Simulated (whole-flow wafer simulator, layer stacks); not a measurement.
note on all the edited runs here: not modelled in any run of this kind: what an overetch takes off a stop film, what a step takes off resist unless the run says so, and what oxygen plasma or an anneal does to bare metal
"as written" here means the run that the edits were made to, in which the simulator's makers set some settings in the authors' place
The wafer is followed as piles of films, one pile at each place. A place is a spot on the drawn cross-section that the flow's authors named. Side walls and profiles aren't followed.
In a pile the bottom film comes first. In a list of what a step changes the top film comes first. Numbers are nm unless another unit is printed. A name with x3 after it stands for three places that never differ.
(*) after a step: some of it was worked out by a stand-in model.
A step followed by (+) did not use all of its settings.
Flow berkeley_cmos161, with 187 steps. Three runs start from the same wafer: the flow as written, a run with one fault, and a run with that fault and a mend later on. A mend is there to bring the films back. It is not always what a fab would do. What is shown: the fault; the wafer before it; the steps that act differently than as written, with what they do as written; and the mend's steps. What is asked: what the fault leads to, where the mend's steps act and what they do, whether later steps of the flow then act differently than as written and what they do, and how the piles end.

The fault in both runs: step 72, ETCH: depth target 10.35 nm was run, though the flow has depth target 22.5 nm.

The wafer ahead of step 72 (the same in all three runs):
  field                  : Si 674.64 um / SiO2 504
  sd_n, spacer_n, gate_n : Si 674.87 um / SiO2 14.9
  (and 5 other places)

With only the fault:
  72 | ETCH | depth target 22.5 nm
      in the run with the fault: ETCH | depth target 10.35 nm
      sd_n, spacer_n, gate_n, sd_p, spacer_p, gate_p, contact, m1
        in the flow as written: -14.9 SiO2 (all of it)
        in the run with the fault: -10.3 SiO2
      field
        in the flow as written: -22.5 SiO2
        in the run with the fault: -10.3 SiO2
  Steps later in the flow that act otherwise than as written (45 other steps are not shown; they differ only slightly, by no more than 2% or 0.5 nm, whichever is larger):
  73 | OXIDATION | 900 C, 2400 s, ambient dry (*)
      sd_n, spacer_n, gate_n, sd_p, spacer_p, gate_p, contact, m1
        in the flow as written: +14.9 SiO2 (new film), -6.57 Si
        in the run with the fault: +11.6 SiO2, -5.08 Si
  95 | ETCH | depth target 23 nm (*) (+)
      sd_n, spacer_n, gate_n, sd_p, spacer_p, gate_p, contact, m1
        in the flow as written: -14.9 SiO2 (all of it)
        in the run with the fault: -16.1 SiO2 (all of it)
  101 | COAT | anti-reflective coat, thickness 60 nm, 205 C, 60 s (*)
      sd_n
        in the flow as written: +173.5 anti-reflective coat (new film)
        in the run with the fault: +182 anti-reflective coat (new film)
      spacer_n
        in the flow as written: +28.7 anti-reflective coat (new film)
        in the run with the fault: +26.7 anti-reflective coat (new film)
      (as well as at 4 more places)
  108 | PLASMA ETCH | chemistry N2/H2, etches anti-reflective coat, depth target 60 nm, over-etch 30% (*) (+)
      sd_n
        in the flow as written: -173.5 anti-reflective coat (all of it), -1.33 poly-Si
        in the run with the fault: -182 anti-reflective coat (all of it), -1.4 poly-Si
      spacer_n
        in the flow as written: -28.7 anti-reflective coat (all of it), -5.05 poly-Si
        in the run with the fault: -26.7 anti-reflective coat (all of it), -5.38 poly-Si
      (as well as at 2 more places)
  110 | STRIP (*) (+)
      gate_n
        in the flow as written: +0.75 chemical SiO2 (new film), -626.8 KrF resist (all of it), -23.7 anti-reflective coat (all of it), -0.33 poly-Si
        in the run with the fault: +0.75 chemical SiO2 (new film), -633.8 KrF resist (all of it), -21.8 anti-reflective coat (all of it), -0.33 poly-Si
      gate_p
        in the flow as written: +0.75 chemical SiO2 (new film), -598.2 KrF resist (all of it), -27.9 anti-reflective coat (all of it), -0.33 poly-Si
        in the run with the fault: +0.75 chemical SiO2 (new film), -602.3 KrF resist (all of it), -26.9 anti-reflective coat (all of it), -0.33 poly-Si
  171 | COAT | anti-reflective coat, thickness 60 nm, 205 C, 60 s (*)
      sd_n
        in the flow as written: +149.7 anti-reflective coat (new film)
        in the run with the fault: +158.5 anti-reflective coat (new film)
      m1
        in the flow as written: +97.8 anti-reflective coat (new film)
        in the run with the fault: +100.7 anti-reflective coat (new film)
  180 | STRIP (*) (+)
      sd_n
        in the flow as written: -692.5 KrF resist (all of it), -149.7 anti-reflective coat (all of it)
        in the run with the fault: -690.5 KrF resist (all of it), -158.5 anti-reflective coat (all of it)
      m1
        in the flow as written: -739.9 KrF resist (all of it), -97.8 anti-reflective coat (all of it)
        in the run with the fault: -743.5 KrF resist (all of it), -100.7 anti-reflective coat (all of it)
  At field, the piles at the end differ from the flow's by more than 2% or 0.5 nm, whichever is larger.
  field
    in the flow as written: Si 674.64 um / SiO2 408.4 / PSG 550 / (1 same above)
    in the run with the fault: Si 674.64 um / SiO2 420.5 / PSG 550 / (1 same above)

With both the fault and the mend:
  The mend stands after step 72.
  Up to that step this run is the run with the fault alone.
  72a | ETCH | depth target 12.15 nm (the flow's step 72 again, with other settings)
      sd_n, spacer_n, gate_n, sd_p, spacer_p, gate_p, contact, m1
        -4.59 SiO2 (all of it)
      field
        -12.2 SiO2
  Later steps of the flow that are run all act as written at every place that is followed.
  By the end, the piles equal the flow's at every place that both follow.
